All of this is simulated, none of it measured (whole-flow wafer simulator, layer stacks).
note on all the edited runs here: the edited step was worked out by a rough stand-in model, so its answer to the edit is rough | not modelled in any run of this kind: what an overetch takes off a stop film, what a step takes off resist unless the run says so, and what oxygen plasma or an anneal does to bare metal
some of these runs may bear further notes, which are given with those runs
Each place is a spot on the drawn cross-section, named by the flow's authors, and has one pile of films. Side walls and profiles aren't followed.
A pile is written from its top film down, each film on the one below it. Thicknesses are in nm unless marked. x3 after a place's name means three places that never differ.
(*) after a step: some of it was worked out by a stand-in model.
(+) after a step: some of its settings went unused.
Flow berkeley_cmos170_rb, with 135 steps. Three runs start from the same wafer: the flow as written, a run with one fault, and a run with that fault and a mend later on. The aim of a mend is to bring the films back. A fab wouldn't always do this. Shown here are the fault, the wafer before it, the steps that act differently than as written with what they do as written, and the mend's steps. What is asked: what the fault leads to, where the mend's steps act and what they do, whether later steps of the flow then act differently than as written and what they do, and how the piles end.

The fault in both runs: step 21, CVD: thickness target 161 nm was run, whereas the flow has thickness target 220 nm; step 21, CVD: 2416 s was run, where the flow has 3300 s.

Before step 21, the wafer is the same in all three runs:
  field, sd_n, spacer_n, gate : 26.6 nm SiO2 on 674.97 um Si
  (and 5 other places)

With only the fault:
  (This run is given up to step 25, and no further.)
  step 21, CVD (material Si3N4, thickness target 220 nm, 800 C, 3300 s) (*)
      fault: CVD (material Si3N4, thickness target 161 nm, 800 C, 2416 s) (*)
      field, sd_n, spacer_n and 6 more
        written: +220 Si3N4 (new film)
        fault: +161 Si3N4 (new film)
  Later steps of the flow up to step 25 that are run all act as written at every place that is followed.
  After step 25, at field, sd_n, spacer_n and 6 more, the piles differ from the flow's by more than 2% or 0.5 nm, whichever is larger.
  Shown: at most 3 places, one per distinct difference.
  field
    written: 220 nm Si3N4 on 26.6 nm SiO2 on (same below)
    fault: 161 nm Si3N4 on 26.6 nm SiO2 on (same below)
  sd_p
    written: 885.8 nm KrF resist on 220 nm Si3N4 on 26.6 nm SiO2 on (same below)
    fault: 885.8 nm KrF resist on 161 nm Si3N4 on 26.6 nm SiO2 on (same below)

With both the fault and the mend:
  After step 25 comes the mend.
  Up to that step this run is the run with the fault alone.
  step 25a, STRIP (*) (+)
      sd_p, spacer_p, gate_p, m1
        -885.8 KrF resist (all of it)
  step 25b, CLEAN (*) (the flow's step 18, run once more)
      leaves every film unchanged at each place that is followed
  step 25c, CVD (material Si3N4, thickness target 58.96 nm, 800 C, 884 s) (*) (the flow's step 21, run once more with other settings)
      field, sd_n, spacer_n and 6 more
        +59 Si3N4
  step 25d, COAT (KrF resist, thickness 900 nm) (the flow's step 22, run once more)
      field, sd_n, spacer_n and 6 more
        +900 KrF resist (new film)
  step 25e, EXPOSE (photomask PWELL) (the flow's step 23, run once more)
      leaves every film unchanged at each place that is followed
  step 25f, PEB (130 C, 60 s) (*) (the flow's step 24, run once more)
      leaves every film unchanged at each place that is followed
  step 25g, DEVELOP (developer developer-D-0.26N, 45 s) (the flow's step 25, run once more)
      field, sd_n, spacer_n, gate, contact
        -900 KrF resist (all of it)
      sd_p, spacer_p, gate_p, m1
        -14.2 KrF resist
  Later steps of the flow that are run all act as written at every place that is followed, up to a difference of at most 2% or 0.5 nm, whichever is larger.
  At every place that both follow, the piles at the end match the flow's.
